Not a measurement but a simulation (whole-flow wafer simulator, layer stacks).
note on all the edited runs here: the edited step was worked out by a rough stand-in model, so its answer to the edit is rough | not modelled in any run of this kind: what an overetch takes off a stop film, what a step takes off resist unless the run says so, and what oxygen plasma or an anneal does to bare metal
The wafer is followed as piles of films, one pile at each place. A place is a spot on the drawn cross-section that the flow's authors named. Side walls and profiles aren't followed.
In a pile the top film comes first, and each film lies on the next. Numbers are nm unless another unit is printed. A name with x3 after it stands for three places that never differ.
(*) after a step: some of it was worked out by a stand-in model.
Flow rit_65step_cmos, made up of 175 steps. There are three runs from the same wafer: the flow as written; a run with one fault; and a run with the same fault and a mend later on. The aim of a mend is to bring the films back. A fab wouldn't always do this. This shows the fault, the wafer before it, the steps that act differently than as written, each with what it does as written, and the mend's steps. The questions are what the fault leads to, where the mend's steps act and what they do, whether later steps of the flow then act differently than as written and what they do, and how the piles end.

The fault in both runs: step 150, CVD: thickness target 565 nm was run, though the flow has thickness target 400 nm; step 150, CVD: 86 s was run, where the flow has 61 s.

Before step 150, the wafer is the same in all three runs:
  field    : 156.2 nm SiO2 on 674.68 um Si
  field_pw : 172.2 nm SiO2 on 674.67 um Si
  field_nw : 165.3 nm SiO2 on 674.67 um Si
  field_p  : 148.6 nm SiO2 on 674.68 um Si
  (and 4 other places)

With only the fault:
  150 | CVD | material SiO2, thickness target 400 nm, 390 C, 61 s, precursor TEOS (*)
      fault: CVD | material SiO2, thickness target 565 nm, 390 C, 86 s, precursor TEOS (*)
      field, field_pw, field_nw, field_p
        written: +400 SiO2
        fault: +565 SiO2
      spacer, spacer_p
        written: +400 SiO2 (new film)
        fault: +565 SiO2 (new film)
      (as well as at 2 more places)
  None of the later steps of the flow differs from how it acts as written, at any place that is followed, by more than 2% or 0.5 nm, whichever is larger.
  The piles end different from the flow's at field, field_pw, field_nw, field_p, gate_n, gate_p, spacer, spacer_p by more than 2% or 0.5 nm, whichever is larger.
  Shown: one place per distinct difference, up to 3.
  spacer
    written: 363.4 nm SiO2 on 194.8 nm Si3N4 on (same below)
    fault: 528.4 nm SiO2 on 194.8 nm Si3N4 on (same below)
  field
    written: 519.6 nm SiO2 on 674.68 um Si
    fault: 684.6 nm SiO2 on 674.68 um Si
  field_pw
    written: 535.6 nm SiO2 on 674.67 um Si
    fault: 700.6 nm SiO2 on 674.67 um Si

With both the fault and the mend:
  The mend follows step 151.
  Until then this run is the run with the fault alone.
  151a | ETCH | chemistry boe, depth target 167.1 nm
      field, field_pw, field_nw, field_p, gate_n, gate_p, spacer, spacer_p
        -167.1 SiO2
  None of the later steps of the flow differs from how it acts as written, at any place that is followed, by more than 2% or 0.5 nm, whichever is larger.
  When the end is reached, the piles differ only a little from the flow's at the places that both follow, at most by 2% or 0.5 nm, whichever is larger.
